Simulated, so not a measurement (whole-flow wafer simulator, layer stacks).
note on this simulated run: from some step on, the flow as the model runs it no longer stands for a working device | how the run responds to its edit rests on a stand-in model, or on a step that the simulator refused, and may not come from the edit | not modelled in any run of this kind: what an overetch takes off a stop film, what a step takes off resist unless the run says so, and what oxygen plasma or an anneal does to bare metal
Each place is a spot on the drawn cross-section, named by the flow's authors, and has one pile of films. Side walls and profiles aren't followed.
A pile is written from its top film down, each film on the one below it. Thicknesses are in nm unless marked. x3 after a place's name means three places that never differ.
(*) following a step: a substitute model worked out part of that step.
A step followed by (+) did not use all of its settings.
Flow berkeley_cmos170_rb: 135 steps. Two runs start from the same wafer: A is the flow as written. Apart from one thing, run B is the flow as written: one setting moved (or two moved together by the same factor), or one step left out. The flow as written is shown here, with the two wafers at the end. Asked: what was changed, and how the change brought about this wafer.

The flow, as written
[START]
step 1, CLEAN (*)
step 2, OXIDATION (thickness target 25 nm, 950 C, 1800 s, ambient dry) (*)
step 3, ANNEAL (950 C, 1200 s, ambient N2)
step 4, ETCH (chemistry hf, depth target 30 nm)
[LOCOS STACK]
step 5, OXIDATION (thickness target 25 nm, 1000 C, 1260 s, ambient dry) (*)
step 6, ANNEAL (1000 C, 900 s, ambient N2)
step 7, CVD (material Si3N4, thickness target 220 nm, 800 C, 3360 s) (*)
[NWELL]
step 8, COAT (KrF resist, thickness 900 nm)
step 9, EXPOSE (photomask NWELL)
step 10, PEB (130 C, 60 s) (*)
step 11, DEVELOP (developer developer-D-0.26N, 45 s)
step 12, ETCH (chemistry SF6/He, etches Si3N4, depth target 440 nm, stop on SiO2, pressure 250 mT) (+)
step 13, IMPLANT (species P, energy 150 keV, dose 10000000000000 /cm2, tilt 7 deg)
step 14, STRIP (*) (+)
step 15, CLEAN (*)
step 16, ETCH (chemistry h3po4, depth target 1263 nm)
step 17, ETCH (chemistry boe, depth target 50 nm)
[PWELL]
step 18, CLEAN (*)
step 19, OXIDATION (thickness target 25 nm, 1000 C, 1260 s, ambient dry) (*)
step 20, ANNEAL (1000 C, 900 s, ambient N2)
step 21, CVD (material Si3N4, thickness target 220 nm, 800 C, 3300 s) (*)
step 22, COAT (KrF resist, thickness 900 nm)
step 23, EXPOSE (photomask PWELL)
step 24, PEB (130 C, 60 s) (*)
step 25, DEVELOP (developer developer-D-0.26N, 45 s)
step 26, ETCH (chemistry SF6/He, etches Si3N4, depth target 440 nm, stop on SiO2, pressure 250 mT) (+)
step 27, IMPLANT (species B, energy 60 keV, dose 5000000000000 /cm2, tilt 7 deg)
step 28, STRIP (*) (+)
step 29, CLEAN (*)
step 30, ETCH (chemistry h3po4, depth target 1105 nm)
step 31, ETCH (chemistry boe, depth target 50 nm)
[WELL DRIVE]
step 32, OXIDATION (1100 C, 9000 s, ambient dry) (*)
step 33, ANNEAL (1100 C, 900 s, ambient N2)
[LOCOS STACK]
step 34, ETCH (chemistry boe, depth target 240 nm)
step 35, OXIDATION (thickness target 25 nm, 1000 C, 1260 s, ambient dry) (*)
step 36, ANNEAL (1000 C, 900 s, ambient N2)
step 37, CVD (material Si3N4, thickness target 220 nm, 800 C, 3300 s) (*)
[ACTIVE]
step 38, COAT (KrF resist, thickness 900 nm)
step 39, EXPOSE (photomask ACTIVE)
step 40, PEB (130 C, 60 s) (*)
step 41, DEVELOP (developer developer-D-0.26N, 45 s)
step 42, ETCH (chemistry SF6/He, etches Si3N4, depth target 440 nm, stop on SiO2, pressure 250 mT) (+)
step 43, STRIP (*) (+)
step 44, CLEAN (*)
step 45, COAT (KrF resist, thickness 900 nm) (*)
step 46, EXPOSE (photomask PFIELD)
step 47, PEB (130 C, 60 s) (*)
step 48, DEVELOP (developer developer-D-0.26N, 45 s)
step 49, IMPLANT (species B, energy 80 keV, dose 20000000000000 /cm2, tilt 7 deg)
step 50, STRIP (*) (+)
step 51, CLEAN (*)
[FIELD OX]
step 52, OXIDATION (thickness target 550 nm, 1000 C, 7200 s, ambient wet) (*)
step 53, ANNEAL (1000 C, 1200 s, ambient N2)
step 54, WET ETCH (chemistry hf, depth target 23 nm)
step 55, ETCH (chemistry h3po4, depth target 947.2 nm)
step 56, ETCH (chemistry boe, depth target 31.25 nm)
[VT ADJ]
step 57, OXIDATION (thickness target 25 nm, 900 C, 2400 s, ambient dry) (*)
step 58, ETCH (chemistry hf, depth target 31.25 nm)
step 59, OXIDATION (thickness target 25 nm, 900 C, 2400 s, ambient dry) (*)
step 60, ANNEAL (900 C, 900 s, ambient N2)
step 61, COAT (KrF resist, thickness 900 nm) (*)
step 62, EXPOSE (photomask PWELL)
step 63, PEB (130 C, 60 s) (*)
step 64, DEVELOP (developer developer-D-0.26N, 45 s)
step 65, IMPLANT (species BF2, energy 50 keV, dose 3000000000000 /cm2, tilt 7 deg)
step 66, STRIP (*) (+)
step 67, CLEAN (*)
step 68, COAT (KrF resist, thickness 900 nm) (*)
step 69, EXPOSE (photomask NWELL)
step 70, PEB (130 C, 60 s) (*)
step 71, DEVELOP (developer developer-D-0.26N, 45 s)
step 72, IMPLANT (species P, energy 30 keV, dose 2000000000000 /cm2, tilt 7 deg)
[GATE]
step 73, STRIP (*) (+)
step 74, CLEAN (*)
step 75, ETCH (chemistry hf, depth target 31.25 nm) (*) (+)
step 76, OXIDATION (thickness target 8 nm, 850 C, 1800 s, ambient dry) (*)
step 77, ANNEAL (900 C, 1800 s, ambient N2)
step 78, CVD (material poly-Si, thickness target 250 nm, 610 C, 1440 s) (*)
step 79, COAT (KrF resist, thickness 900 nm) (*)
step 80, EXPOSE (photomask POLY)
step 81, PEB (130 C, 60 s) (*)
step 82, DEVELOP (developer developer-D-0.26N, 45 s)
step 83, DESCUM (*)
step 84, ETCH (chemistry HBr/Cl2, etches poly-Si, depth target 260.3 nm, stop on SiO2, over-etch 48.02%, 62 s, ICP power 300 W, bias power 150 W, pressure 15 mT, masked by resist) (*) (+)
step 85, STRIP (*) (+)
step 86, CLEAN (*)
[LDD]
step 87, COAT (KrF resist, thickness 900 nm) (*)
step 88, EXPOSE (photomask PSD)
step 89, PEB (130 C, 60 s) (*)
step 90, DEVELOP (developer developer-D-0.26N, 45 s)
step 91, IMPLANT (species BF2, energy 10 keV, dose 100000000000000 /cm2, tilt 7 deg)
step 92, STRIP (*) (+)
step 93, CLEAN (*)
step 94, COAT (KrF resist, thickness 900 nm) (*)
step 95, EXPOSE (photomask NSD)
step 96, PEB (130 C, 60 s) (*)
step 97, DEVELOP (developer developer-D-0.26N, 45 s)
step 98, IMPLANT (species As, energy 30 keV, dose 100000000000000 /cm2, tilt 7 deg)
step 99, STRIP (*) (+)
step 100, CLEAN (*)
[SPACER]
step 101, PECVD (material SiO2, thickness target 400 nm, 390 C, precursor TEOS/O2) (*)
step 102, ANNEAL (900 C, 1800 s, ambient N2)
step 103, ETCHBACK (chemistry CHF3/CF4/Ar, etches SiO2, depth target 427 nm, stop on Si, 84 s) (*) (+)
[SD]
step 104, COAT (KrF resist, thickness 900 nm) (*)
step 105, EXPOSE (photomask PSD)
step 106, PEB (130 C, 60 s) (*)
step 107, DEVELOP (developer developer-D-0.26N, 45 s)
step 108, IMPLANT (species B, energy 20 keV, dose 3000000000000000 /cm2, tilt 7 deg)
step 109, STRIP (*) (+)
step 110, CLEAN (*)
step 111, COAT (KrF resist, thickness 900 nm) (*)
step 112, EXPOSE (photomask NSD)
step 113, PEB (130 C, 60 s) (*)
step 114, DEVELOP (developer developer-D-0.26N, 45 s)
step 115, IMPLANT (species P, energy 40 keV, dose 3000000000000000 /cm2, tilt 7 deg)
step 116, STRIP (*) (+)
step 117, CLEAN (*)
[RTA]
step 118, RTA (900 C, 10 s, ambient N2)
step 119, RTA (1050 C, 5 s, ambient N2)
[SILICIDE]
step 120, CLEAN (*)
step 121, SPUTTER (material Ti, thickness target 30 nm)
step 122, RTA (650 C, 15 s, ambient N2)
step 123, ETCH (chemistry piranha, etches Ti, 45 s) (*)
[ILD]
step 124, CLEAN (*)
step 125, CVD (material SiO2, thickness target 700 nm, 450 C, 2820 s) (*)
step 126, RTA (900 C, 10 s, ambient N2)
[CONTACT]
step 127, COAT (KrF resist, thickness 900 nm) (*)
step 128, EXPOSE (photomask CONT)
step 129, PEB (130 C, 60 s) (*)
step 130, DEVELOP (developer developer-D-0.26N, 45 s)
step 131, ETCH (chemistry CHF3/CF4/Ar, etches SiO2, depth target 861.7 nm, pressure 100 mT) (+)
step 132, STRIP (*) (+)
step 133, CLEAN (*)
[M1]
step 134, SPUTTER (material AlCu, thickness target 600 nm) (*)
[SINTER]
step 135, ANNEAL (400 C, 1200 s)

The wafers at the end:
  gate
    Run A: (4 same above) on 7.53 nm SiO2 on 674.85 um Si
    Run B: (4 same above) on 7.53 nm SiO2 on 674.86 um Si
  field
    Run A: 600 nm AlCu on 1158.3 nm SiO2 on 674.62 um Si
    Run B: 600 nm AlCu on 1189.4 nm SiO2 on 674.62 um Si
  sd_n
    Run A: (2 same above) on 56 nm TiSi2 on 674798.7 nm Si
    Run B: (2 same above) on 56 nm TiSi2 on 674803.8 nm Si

Cause: step 56, ETCH: chemistry boe, depth target 31.25 nm, was omitted.

How this came from the change, step by step:
  step 57, OXIDATION (thickness target 25 nm, 900 C, 2400 s, ambient dry) (*)
      spacer_n, spacer_p, gate_p, contact: A SiO2 gains 15 (new film), Si loses 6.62 | B SiO2 gains 9.33, Si loses 4.11
      sd_n: A SiO2 gains 15 (new film), Si loses 6.62 | B SiO2 gains 6.53, Si loses 2.88
      (and at 3 other places as well)
  step 58, ETCH (chemistry hf, depth target 31.25 nm)
      sd_n, spacer_n, spacer_p, gate_p, contact, m1: A SiO2 loses 15 (all of it) | B SiO2 loses 31.2
      gate, sd_p: A SiO2 loses 15 (all of it) | B SiO2 loses 31.3
  step 59, OXIDATION (thickness target 25 nm, 900 C, 2400 s, ambient dry) (*)
      spacer_n, spacer_p, gate_p, contact: A SiO2 gains 15 (new film), Si loses 6.62 | B SiO2 gains 11.6, Si loses 5.11
      gate, sd_p: A SiO2 gains 15 (new film), Si loses 6.62 | B SiO2 gains 11.6, Si loses 5.1
      (and at 2 other places as well)
  step 61, COAT (KrF resist, thickness 900 nm) (*)
      field: A KrF resist gains 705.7 (new film) | B KrF resist gains 687.5 (new film)
  step 64, DEVELOP (developer developer-D-0.26N, 45 s)
      field: A KrF resist loses 705.7 (all of it) | B KrF resist loses 687.5 (all of it)
  step 68, COAT (KrF resist, thickness 900 nm) (*)
      field: A KrF resist gains 705.7 (new film) | B KrF resist gains 687.5 (new film)
  step 73, STRIP (*) (+)
      field: A KrF resist loses 691.4 (all of it) | B KrF resist loses 673.3 (all of it)
  step 75, ETCH (chemistry hf, depth target 31.25 nm) (*) (+)
      spacer_n, gate, sd_p, spacer_p, gate_p, contact: A SiO2 loses 15 (all of it) | B SiO2 loses 16.3 (all of it)
      sd_n: A SiO2 loses 15 (all of it) | B SiO2 loses 16 (all of it)
      (and at 1 other place as well)
  step 79, COAT (KrF resist, thickness 900 nm) (*)
      spacer_n, spacer_p, gate_p: A KrF resist gains 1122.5 (new film) | B KrF resist gains 1147.5 (new film)
      gate: A KrF resist gains 1122.6 (new film) | B KrF resist gains 1147.6 (new film)
  step 82, DEVELOP (developer developer-D-0.26N, 45 s)
      spacer_n, spacer_p: A KrF resist loses 1122.5 (all of it) | B KrF resist loses 1147.5 (all of it)
  step 85, STRIP (*) (+)
      gate: A KrF resist loses 980 (all of it) | B KrF resist loses 1004.9 (all of it)
      gate_p: A KrF resist loses 979.9 (all of it) | B KrF resist loses 1004.9 (all of it)
  step 87, COAT (KrF resist, thickness 900 nm) (*)
      sd_n: A KrF resist gains 962.1 (new film) | B KrF resist gains 982.1 (new film)
  step 92, STRIP (*) (+)
      sd_n: A KrF resist loses 947.9 (all of it) | B KrF resist loses 967.9 (all of it)
  step 94, COAT (KrF resist, thickness 900 nm) (*)
      sd_n: A KrF resist gains 962.1 (new film) | B KrF resist gains 982.1 (new film)
  step 97, DEVELOP (developer developer-D-0.26N, 45 s)
      sd_n: A KrF resist loses 962.1 (all of it) | B KrF resist loses 982.1 (all of it)
  step 121, SPUTTER (material Ti, thickness target 30 nm)
      spacer_n, spacer_p: A Ti gains 30 (new film) | B Ti gains 29.1 (new film)
      sd_p: A Ti gains 27.1 (new film) | B Ti gains 25.8 (new film)
  ... 3 further steps ...
  step 132, STRIP (*) (+)
      field: A KrF resist loses 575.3 (all of it) | B KrF resist loses 562 (all of it)
